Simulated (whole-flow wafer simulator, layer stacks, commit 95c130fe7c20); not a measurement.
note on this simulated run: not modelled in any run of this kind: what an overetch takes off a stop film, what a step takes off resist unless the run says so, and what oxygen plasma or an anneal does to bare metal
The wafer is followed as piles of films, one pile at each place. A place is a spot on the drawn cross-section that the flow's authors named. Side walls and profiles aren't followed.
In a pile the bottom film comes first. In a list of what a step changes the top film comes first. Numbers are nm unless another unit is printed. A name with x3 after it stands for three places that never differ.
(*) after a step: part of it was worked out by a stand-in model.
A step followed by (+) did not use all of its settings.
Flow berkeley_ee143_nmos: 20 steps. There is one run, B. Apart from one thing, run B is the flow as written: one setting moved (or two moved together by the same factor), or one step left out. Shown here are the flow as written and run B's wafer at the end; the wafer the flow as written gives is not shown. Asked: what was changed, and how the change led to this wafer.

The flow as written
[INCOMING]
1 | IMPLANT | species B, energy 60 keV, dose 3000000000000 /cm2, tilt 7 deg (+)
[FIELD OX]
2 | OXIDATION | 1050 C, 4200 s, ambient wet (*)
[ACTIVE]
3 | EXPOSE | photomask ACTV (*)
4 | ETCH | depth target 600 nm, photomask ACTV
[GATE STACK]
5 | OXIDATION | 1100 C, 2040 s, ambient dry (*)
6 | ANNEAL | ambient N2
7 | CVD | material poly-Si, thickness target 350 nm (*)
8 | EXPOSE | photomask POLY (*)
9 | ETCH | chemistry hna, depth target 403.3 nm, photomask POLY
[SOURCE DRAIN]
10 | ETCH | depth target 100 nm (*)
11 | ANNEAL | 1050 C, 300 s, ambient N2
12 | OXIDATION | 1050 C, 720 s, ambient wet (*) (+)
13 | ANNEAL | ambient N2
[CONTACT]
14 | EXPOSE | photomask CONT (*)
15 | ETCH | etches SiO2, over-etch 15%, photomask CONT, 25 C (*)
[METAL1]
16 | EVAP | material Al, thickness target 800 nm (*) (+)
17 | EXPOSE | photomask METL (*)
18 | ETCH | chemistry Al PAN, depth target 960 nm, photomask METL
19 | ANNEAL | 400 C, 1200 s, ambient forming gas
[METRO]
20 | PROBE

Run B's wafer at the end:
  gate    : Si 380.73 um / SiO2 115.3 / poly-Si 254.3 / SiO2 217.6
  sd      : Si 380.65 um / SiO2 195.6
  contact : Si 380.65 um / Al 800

What caused this: step 4, ETCH: depth target 495 nm was run, whereas the flow has depth target 600 nm.

Step by step, how the change led to this:
  4 | ETCH | depth target 600 nm, photomask ACTV
      gate, sd, contact: SiO2 loses 495 (as written it would have been: SiO2 loses 566.4 (all of it))
  5 | OXIDATION | 1100 C, 2040 s, ambient dry (*)
      gate, sd, contact: SiO2 gains 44, Si loses 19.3 (as written it would have been: SiO2 gains 79.7 (new film), Si loses 35.1)
  10 | ETCH | depth target 100 nm (*)
      sd, contact: SiO2 loses 100 (as written it would have been: SiO2 loses 79.7 (all of it))
  12 | OXIDATION | 1050 C, 720 s, ambient wet (*) (+)
      sd, contact: SiO2 gains 180.2, Si loses 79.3 (as written it would have been: SiO2 gains 189.4 (new film), Si loses 83.4)
  15 | ETCH | etches SiO2, over-etch 15%, photomask CONT, 25 C (*)
      contact: SiO2 loses 195.6 (all of it) (as written it would have been: SiO2 loses 189.4 (all of it))
